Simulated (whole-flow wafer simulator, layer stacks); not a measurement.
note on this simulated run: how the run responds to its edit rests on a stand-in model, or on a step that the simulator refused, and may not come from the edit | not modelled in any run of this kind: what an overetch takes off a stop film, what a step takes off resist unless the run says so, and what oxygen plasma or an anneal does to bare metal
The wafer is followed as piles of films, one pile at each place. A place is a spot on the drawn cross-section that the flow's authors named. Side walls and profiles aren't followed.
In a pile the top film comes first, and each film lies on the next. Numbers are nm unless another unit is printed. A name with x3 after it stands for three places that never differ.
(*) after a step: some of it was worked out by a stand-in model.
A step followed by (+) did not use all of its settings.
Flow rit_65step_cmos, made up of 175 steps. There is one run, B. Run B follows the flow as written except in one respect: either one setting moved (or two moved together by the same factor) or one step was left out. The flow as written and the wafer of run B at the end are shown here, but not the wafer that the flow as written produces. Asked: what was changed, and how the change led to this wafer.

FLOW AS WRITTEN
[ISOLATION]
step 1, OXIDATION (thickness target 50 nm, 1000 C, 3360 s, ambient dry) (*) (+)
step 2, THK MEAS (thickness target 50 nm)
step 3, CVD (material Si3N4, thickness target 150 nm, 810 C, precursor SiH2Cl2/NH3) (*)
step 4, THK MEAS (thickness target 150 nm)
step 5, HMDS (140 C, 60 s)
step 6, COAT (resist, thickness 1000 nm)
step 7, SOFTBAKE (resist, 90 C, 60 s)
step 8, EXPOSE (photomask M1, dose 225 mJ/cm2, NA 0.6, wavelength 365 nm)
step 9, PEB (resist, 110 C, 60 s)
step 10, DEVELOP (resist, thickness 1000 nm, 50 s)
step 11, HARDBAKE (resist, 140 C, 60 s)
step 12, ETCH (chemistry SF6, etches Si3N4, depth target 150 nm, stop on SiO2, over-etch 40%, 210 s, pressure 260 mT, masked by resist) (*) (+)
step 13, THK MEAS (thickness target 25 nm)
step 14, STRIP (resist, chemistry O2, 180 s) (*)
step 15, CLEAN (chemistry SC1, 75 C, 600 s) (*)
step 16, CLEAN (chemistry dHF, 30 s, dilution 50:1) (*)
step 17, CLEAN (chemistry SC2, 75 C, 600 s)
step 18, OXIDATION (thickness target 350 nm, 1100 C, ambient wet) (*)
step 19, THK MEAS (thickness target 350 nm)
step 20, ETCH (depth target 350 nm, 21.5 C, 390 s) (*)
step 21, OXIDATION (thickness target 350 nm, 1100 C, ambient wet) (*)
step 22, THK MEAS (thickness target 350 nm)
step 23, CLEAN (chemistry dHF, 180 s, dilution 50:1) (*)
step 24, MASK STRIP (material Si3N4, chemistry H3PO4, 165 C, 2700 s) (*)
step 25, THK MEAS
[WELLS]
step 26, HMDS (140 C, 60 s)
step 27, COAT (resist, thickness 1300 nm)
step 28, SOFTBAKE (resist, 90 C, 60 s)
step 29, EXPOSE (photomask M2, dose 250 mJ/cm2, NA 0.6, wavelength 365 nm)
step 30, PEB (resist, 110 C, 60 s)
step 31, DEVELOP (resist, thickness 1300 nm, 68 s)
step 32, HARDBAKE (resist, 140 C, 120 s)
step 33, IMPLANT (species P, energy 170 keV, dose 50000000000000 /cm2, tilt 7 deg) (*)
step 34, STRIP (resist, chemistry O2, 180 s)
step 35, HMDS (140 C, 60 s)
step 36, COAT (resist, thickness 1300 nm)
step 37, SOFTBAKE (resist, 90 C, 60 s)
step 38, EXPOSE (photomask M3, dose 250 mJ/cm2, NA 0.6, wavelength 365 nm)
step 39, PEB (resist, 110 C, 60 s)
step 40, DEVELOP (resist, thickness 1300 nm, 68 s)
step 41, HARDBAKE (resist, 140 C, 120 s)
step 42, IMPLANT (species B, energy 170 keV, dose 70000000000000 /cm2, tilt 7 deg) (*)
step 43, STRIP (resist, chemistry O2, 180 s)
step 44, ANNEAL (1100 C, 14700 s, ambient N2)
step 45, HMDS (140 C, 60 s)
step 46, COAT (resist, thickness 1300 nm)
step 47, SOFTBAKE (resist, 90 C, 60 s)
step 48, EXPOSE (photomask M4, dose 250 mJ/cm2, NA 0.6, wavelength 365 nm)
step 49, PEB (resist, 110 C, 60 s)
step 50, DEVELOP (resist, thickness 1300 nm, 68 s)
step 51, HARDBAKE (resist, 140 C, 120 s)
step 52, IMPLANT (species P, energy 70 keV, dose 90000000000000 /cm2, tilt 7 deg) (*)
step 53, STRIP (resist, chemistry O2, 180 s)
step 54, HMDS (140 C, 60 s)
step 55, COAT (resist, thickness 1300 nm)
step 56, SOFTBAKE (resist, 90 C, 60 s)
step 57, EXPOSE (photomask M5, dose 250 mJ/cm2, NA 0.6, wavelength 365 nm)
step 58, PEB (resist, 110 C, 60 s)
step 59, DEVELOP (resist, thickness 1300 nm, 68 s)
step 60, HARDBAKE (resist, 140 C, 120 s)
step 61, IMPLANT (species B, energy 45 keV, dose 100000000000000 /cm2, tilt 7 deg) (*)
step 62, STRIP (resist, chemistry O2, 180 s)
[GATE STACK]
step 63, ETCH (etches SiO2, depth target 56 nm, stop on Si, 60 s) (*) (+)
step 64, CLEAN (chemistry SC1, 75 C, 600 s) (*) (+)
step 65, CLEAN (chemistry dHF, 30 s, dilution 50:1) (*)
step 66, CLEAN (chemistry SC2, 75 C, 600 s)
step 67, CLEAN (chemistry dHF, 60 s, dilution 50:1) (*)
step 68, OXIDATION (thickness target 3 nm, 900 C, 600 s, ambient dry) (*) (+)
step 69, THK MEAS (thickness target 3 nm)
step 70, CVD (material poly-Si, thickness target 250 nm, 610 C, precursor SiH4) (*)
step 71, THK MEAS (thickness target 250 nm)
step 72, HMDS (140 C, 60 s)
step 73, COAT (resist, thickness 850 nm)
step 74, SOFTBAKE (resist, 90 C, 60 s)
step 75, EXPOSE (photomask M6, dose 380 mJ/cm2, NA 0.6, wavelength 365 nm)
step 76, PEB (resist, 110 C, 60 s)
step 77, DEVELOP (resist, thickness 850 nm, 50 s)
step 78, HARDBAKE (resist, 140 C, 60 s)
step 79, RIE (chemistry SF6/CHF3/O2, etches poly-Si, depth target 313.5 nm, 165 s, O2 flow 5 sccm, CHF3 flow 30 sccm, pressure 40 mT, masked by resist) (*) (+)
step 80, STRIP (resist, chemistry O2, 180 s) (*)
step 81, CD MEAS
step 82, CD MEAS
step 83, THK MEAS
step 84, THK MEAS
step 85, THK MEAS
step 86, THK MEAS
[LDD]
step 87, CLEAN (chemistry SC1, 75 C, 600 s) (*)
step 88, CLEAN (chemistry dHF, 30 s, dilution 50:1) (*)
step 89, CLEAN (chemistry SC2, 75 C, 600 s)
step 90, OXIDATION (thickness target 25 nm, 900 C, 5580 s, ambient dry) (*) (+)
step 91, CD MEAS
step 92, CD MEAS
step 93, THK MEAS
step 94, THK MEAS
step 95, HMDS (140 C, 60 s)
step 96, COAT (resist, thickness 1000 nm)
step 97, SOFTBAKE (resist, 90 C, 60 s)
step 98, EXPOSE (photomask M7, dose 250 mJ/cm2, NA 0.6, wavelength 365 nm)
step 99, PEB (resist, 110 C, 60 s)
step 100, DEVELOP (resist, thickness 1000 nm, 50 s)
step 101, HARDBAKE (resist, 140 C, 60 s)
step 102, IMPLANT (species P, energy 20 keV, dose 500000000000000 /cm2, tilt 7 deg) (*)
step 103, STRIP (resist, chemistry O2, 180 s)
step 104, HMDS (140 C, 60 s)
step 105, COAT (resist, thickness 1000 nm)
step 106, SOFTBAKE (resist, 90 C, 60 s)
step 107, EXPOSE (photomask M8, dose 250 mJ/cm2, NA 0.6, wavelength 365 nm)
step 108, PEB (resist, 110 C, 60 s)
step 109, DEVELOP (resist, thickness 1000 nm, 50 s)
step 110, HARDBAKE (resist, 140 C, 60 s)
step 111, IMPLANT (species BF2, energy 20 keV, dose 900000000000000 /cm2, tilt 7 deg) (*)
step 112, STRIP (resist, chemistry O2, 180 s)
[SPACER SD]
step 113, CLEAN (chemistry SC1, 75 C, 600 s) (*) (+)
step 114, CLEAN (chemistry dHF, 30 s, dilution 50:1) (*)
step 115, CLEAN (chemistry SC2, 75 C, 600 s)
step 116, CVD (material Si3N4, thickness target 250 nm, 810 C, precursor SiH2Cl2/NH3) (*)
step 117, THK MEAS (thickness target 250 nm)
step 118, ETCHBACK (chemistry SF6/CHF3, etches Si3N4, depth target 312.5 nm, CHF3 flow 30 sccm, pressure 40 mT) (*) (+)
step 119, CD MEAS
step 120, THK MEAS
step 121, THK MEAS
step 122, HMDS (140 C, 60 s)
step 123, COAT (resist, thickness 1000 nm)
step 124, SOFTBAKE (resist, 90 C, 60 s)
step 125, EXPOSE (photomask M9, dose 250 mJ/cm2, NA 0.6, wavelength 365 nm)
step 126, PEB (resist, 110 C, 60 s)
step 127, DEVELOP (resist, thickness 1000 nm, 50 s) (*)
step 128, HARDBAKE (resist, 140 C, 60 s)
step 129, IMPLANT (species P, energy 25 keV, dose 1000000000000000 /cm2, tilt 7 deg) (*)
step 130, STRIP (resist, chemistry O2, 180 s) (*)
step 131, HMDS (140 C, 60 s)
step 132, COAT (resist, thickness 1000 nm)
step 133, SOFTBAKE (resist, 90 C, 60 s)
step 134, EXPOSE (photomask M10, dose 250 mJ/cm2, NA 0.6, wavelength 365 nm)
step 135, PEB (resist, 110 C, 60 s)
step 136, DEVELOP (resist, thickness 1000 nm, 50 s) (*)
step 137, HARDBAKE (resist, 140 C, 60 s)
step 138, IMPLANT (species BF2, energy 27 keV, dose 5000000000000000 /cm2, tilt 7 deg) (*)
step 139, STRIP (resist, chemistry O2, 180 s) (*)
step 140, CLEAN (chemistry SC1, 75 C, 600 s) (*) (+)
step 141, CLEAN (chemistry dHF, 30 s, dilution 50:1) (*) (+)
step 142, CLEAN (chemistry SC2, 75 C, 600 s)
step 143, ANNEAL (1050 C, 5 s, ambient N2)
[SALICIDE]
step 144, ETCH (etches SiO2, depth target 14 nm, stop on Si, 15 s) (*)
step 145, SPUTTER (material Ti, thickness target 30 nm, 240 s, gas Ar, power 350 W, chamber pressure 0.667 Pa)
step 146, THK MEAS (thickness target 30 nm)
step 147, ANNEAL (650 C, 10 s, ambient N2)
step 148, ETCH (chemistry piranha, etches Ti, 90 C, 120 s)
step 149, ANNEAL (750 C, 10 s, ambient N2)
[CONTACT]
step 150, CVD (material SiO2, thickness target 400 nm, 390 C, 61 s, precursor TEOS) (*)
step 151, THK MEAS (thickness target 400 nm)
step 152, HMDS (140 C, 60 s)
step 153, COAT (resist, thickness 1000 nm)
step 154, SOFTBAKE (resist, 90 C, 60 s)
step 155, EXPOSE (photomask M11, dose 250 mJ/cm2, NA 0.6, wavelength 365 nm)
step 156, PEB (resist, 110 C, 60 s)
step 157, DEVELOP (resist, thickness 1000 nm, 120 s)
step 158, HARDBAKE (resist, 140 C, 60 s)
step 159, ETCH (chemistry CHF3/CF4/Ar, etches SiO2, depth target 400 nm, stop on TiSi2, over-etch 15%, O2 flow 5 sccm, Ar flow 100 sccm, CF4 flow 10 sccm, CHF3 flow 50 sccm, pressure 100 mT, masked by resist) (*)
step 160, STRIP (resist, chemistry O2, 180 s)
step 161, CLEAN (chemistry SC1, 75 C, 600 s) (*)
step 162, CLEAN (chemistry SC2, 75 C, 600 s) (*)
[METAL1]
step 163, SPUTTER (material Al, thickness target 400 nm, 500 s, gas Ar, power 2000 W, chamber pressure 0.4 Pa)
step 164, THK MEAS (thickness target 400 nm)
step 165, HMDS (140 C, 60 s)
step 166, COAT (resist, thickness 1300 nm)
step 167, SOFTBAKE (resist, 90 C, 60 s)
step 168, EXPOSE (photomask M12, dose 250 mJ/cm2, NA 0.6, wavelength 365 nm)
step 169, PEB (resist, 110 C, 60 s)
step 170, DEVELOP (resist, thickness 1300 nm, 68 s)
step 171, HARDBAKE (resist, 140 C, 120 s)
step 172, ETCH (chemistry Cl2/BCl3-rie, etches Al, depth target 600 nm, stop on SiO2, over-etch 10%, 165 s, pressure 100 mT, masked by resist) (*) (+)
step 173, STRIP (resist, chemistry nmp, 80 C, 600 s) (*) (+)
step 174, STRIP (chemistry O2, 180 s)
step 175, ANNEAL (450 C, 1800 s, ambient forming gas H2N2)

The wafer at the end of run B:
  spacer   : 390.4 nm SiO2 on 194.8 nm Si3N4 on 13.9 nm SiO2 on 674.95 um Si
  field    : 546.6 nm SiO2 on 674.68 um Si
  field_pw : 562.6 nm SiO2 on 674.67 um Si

The reason: step 163, SPUTTER: thickness target 616 nm was run, while the flow as written has thickness target 400 nm; step 163, SPUTTER: 770 s was run, where the flow has 500 s.

Step by step, how the change led to this:
  step 163, SPUTTER (material Al, thickness target 400 nm, 500 s, gas Ar, power 2000 W, chamber pressure 0.4 Pa)
      field, field_pw, field_p, spacer, spacer_p: Al gains 616 (new film) (it would be, as written: Al gains 400 (new film))
      gate_n, gate_p: Al gains 560.9 (new film) (it would be, as written: Al gains 396 (new film))
      (and at 1 other place as well)
  step 166, COAT (resist, thickness 1300 nm)
      gate_n: resist gains 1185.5 (new film) (it would be, as written: resist gains 1131.7 (new film))
      gate_p: resist gains 1188.8 (new film) (it would be, as written: resist gains 1135.6 (new film))
  step 169, PEB (resist, 110 C, 60 s)
      gate_n: resist loses 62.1 (it would be, as written: resist loses 59.1)
      gate_p: resist loses 62.3 (it would be, as written: resist loses 59.3)
  step 170, DEVELOP (resist, thickness 1300 nm, 68 s)
      gate_n: resist loses 1123.4 (all of it) (it would be, as written: resist loses 1072.6 (all of it))
      gate_p: resist loses 1126.5 (all of it) (it would be, as written: resist loses 1076.3 (all of it))
  step 172, ETCH (chemistry Cl2/BCl3-rie, etches Al, depth target 600 nm, stop on SiO2, over-etch 10%, 165 s, pressure 100 mT, masked by resist) (*) (+)
      field, field_pw, field_p, spacer, spacer_p: Al loses 616 (all of it), SiO2 loses 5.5 (it would be, as written: Al loses 400 (all of it), SiO2 loses 32.5)
      gate_n, gate_p: Al loses 560.9 (all of it), SiO2 loses 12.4 (it would be, as written: Al loses 396 (all of it), SiO2 loses 33)
      (and at 1 other place as well)
